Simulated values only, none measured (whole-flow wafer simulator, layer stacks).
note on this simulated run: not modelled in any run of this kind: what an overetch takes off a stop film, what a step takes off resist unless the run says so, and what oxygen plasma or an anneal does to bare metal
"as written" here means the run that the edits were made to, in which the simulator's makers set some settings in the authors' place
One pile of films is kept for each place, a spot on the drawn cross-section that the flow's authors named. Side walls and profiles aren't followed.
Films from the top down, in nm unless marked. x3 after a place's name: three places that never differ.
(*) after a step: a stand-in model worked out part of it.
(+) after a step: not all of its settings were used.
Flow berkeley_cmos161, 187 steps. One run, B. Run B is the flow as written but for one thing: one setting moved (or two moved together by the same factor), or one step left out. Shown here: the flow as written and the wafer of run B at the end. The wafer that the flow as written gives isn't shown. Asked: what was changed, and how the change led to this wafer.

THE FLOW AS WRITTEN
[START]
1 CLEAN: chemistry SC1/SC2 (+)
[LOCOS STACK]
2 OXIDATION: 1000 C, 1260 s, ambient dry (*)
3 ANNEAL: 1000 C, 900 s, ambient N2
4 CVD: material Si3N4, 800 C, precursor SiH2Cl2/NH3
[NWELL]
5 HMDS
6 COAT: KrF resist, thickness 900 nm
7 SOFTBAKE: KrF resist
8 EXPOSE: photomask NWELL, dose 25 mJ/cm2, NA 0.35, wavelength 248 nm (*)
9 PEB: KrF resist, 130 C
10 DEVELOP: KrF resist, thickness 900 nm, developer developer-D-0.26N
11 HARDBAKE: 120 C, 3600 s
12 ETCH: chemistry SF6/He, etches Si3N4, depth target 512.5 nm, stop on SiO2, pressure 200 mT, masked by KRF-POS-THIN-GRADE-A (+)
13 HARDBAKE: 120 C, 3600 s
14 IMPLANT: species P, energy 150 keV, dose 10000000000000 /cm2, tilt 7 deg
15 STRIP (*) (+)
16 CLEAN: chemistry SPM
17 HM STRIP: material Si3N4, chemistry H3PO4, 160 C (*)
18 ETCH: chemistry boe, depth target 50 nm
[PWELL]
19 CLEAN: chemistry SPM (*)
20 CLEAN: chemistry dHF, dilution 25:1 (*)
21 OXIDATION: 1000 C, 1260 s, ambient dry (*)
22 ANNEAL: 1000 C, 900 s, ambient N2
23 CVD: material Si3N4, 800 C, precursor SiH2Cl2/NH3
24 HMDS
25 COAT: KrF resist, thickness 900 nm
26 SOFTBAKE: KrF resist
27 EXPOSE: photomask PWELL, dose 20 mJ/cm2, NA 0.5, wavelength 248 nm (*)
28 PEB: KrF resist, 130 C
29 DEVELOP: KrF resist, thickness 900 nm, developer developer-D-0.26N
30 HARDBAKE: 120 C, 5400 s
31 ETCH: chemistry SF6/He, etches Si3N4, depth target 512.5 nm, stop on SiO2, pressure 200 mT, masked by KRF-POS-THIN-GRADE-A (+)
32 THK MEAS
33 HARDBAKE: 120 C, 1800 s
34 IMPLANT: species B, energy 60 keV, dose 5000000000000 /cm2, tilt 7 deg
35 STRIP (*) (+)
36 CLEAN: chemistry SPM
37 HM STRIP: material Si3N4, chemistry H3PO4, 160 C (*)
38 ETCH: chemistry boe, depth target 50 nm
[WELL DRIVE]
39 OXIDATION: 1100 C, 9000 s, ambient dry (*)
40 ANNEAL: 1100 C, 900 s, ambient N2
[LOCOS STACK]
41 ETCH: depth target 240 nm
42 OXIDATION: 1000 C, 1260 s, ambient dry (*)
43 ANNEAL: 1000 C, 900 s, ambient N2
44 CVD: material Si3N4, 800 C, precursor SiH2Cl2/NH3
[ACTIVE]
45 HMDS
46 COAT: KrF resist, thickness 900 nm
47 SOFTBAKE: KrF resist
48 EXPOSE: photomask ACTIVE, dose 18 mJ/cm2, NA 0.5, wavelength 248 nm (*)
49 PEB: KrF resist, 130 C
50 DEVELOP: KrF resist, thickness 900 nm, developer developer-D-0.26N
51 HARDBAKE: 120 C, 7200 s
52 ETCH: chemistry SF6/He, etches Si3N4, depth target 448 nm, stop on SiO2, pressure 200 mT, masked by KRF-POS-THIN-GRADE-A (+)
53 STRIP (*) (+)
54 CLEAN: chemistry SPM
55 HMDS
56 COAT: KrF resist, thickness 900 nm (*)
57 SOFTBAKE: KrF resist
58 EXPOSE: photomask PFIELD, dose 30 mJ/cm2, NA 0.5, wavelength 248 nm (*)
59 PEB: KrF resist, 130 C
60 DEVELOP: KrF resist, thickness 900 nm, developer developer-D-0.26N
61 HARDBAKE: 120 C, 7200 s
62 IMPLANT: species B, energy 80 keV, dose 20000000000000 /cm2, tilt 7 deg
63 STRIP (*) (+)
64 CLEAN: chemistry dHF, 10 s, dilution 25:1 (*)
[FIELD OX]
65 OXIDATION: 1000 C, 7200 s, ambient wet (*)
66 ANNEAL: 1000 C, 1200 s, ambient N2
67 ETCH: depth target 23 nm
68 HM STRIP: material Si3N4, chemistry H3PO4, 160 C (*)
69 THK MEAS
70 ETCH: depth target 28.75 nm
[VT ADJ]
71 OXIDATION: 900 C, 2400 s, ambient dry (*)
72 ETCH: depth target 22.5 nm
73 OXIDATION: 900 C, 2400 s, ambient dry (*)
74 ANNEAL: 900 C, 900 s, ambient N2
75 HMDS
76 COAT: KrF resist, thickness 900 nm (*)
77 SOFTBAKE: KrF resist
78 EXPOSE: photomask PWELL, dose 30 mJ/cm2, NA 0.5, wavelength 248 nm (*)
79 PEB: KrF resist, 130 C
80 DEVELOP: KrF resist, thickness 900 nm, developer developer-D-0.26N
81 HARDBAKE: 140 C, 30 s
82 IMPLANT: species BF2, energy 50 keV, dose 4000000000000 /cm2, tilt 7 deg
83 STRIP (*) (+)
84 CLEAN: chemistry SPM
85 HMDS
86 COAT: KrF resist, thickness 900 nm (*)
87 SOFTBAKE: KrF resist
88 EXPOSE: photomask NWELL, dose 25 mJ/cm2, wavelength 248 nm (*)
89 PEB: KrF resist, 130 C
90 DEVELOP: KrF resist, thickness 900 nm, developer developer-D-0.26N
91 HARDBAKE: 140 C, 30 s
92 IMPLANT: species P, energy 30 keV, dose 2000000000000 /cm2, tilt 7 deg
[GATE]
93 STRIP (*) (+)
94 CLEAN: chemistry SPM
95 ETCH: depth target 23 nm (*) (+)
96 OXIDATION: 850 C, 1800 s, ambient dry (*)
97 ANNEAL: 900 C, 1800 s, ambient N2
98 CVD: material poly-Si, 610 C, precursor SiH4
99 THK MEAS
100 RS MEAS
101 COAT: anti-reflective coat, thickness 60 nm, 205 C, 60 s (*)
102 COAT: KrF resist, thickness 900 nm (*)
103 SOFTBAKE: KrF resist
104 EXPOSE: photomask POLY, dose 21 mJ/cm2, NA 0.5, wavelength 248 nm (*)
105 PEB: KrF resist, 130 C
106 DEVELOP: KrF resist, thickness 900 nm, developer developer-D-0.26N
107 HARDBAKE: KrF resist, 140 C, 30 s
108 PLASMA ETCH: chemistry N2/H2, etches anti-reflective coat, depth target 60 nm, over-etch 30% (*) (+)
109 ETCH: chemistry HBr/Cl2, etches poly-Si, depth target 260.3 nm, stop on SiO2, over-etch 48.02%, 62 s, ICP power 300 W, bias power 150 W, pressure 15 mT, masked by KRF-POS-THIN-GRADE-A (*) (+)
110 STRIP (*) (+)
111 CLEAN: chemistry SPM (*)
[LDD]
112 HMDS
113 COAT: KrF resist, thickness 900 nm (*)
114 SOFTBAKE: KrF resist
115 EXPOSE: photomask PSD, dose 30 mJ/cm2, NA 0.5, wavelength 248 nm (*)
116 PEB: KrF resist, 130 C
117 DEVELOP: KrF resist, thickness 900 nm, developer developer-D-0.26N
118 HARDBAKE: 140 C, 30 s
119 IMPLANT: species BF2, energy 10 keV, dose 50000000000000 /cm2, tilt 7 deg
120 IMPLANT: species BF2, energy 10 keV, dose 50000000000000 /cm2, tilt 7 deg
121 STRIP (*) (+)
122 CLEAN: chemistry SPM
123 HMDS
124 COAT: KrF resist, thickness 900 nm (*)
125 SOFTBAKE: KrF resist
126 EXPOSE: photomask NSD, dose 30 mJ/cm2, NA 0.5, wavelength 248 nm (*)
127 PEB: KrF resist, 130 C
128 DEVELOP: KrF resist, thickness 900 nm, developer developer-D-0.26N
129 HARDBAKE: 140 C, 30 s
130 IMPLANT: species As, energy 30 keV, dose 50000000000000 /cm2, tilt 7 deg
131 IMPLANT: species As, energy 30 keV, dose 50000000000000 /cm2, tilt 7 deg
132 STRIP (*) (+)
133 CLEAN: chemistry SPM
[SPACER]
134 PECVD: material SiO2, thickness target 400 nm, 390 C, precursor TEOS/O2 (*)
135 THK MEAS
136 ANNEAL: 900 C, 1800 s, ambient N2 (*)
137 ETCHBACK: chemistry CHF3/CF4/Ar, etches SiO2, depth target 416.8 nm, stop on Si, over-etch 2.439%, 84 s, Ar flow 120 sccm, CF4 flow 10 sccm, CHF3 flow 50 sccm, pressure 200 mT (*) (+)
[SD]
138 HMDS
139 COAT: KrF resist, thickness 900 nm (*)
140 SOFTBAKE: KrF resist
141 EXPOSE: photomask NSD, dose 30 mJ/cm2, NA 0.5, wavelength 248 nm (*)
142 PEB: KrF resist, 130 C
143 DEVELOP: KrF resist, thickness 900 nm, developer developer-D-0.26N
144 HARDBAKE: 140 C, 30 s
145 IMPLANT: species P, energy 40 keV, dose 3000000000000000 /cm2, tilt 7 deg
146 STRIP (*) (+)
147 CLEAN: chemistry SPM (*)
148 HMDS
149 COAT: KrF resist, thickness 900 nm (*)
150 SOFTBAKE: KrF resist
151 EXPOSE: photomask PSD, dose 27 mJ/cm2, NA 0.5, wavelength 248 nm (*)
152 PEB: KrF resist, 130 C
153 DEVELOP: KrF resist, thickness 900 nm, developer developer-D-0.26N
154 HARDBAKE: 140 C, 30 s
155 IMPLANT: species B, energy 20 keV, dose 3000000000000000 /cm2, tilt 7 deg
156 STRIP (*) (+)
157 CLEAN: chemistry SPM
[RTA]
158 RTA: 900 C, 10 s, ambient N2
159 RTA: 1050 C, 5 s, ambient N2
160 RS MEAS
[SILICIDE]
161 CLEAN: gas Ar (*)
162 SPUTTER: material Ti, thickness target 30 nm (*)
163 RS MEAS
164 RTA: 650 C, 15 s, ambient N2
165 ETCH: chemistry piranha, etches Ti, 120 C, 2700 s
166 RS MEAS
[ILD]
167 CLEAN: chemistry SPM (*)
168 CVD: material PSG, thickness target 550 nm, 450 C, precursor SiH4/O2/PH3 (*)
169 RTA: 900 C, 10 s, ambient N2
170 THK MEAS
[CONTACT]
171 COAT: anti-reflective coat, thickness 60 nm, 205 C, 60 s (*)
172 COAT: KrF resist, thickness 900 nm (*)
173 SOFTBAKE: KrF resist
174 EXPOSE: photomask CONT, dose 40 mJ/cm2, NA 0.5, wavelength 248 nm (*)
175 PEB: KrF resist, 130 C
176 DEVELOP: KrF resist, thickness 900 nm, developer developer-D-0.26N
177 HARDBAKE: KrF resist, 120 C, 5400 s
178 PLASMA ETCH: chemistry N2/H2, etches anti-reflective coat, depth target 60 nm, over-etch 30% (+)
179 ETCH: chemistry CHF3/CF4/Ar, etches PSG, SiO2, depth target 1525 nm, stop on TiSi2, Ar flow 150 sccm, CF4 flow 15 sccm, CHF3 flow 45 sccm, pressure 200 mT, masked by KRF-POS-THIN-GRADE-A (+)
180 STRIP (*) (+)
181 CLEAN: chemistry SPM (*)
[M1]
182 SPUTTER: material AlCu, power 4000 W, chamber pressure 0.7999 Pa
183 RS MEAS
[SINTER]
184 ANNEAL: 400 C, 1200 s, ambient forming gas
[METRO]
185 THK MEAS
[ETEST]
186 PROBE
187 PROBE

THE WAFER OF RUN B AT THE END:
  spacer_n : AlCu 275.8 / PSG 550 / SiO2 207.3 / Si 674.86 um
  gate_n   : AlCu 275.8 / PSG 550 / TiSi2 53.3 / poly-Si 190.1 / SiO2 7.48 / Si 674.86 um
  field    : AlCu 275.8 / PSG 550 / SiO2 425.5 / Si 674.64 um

The cause: step 70, ETCH: depth target 11.5 nm was run, where the flow has depth target 28.75 nm.

How the change led to this, step by step:
  70 ETCH: depth target 28.75 nm
      spacer_n, gate_n, spacer_p, gate_p, contact, m1: SiO2 -11.5 (as written it would be: SiO2 -24.8 (all of it))
      sd_n, sd_p: SiO2 -11.5 (as written it would be: SiO2 -25 (all of it))
      (and at 1 more place)
  71 OXIDATION: 900 C, 2400 s, ambient dry (*)
      spacer_n, gate_n, spacer_p, gate_p, contact, m1: SiO2 +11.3, Si -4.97 (as written it would be: SiO2 +14.9 (new film), Si -6.57)
      sd_n, sd_p: SiO2 +11.3, Si -4.95 (as written it would be: SiO2 +14.9 (new film), Si -6.57)
  72 ETCH: depth target 22.5 nm
      sd_n, spacer_n, gate_n, sd_p, spacer_p, gate_p, contact, m1: SiO2 -22.5 (as written it would be: SiO2 -14.9 (all of it))
  73 OXIDATION: 900 C, 2400 s, ambient dry (*)
      spacer_n, gate_n, spacer_p, gate_p, contact, m1: SiO2 +12.9, Si -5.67 (as written it would be: SiO2 +14.9 (new film), Si -6.57)
      sd_n, sd_p: SiO2 +12.8, Si -5.61 (as written it would be: SiO2 +14.9 (new film), Si -6.57)
  101 COAT: anti-reflective coat, thickness 60 nm, 205 C, 60 s (*)
      sd_n: anti-reflective coat +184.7 (new film) (as written it would be: anti-reflective coat +173.5 (new film))
      spacer_n: anti-reflective coat +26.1 (new film) (as written it would be: anti-reflective coat +28.7 (new film))
      (and at 4 more places)
  108 PLASMA ETCH: chemistry N2/H2, etches anti-reflective coat, depth target 60 nm, over-etch 30% (*) (+)
      sd_n: anti-reflective coat -184.7 (all of it), poly-Si -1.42 (as written it would be: anti-reflective coat -173.5 (all of it), poly-Si -1.33)
      spacer_n: anti-reflective coat -26.1 (all of it), poly-Si -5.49 (as written it would be: anti-reflective coat -28.7 (all of it), poly-Si -5.05)
      (and at 2 more places)
  110 STRIP (*) (+)
      gate_n: chemical SiO2 +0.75 (new film), KrF resist -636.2 (all of it), anti-reflective coat -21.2 (all of it), poly-Si -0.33 (as written it would be: chemical SiO2 +0.75 (new film), KrF resist -626.8 (all of it), anti-reflective coat -23.7 (all of it), poly-Si -0.33)
      gate_p: chemical SiO2 +0.75 (new film), KrF resist -603.8 (all of it), anti-reflective coat -26.6 (all of it), poly-Si -0.33 (as written it would be: chemical SiO2 +0.75 (new film), KrF resist -598.2 (all of it), anti-reflective coat -27.9 (all of it), poly-Si -0.33)
  171 COAT: anti-reflective coat, thickness 60 nm, 205 C, 60 s (*)
      sd_n: anti-reflective coat +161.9 (new film) (as written it would be: anti-reflective coat +149.7 (new film))
      m1: anti-reflective coat +101.5 (new film) (as written it would be: anti-reflective coat +97.8 (new film))
  180 STRIP (*) (+)
      sd_n: KrF resist -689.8 (all of it), anti-reflective coat -161.9 (all of it) (as written it would be: KrF resist -692.5 (all of it), anti-reflective coat -149.7 (all of it))
      m1: KrF resist -745.1 (all of it), anti-reflective coat -101.5 (all of it) (as written it would be: KrF resist -739.9 (all of it), anti-reflective coat -97.8 (all of it))
